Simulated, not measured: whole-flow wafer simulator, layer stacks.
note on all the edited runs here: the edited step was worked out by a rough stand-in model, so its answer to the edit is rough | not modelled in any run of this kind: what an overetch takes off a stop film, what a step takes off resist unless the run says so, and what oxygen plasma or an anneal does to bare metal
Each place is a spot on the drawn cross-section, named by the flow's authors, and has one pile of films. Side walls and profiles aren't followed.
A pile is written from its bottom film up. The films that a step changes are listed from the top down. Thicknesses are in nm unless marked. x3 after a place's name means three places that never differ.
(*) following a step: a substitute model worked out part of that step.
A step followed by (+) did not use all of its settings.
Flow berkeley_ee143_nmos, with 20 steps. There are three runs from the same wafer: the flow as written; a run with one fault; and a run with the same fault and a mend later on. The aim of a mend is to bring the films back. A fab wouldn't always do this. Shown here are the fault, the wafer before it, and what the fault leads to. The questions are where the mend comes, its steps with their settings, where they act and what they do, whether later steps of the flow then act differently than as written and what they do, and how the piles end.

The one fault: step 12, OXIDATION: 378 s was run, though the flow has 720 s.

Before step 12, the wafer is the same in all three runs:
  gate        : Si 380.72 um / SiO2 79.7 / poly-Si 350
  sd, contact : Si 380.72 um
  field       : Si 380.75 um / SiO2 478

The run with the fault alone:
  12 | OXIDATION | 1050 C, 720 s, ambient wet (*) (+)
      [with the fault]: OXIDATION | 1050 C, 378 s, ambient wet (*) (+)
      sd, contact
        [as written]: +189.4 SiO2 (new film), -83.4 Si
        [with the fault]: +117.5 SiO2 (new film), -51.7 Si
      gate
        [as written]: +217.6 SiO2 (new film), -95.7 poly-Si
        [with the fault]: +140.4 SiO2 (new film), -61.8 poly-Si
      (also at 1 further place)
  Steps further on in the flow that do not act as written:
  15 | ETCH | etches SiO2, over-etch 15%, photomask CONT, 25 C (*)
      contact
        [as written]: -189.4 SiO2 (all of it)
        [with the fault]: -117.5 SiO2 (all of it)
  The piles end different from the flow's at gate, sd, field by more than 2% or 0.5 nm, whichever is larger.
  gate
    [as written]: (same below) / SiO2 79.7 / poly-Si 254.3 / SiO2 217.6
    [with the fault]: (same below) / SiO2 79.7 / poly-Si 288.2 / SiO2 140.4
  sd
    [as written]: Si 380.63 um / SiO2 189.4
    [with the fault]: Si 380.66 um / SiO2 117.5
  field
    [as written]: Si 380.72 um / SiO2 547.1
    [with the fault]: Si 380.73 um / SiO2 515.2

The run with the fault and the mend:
  The mend stands after step 12.
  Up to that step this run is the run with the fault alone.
  12a | OXIDATION | 1050 C, 342 s, ambient wet (*) (+) (the flow's step 12 again, with other settings)
      sd, contact
        +72 SiO2, -31.7 Si
      gate
        +77.2 SiO2, -34 poly-Si
      field
        +31.9 SiO2, -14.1 Si
  Later steps of the flow that are run all act as written at every place that is followed.
  At every place that both follow, the piles at the end match the flow's.
